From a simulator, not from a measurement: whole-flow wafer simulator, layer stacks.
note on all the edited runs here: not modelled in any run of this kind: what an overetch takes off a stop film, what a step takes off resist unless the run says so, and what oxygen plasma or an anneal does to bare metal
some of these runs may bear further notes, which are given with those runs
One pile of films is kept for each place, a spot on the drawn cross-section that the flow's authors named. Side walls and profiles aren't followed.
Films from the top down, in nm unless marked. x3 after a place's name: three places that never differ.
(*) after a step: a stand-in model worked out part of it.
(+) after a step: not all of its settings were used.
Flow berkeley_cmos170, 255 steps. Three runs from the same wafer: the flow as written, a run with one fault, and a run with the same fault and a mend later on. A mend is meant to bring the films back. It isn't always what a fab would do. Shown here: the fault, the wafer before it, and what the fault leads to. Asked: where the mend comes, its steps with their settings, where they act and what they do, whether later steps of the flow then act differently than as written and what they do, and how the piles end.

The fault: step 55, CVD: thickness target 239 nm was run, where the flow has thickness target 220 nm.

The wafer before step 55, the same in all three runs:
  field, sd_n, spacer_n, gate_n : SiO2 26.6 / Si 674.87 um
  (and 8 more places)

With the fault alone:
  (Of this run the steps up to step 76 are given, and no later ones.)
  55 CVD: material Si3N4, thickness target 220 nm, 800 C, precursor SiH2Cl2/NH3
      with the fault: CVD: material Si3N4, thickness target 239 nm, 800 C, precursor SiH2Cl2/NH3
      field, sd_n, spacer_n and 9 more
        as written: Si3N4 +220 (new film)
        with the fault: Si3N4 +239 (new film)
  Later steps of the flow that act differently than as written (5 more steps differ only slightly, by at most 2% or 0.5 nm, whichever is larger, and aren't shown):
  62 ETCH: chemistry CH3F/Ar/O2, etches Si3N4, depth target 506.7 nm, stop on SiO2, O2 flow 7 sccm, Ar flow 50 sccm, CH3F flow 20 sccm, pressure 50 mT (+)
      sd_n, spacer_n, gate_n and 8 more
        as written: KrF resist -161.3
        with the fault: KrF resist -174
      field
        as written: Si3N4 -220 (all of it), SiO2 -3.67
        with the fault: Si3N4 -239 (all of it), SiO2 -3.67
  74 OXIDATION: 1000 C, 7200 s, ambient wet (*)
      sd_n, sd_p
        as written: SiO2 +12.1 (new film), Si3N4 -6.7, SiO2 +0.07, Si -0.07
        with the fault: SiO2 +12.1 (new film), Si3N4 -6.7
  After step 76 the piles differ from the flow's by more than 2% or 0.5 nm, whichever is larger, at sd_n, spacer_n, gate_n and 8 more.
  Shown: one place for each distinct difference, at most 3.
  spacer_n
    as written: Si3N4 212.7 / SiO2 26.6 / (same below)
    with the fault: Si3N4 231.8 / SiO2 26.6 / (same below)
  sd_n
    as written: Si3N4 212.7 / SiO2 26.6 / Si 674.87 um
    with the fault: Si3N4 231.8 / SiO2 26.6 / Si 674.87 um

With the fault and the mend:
  The mend comes after step 55.
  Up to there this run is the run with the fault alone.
  55a ETCH: chemistry h3po4, depth target 19 nm
      field, sd_n, spacer_n and 9 more
        Si3N4 -19
  No later step of the flow acts differently than as written at any place that is followed.
  At the end the piles are the same as the flow's at every place that both follow.
